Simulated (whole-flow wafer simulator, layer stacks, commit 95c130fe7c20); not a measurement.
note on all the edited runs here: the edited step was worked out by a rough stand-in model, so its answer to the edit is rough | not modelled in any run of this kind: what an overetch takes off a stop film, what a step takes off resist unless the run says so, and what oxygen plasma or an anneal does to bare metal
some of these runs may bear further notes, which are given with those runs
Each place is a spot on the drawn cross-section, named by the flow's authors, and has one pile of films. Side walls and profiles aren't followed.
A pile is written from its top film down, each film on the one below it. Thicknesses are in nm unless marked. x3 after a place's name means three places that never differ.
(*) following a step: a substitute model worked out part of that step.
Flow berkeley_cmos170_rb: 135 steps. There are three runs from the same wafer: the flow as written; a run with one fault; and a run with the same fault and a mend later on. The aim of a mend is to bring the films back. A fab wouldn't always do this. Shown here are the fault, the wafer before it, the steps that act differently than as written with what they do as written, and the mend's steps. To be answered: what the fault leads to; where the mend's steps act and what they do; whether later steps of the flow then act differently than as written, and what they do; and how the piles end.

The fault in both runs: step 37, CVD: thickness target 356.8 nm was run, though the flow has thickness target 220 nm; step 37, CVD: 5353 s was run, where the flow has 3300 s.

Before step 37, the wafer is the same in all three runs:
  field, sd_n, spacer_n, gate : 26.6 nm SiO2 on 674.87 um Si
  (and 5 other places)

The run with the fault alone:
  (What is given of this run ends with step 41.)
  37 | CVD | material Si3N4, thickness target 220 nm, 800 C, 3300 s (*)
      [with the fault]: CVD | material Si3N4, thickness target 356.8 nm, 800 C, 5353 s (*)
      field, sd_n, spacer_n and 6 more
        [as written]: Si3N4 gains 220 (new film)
        [with the fault]: Si3N4 gains 356.8 (new film)
  Every later step of the flow up to step 41 that is run acts as written at every place that is followed.
  After step 41, at field, sd_n, spacer_n and 6 more, the piles differ from the flow's by more than 2% or 0.5 nm, whichever is larger.
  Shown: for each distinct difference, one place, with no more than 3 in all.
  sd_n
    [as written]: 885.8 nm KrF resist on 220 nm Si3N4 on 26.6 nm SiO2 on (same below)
    [with the fault]: 885.8 nm KrF resist on 356.8 nm Si3N4 on 26.6 nm SiO2 on (same below)
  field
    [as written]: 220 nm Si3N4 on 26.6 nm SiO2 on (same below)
    [with the fault]: 356.8 nm Si3N4 on 26.6 nm SiO2 on (same below)

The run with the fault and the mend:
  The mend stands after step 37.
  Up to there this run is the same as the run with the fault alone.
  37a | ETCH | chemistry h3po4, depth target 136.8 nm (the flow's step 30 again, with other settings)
      field, sd_n, spacer_n and 6 more
        Si3N4 loses 136.8
  Every later step of the flow that is run acts as written at every place that is followed.
  The piles end the same as the flow's at every place that both follow.
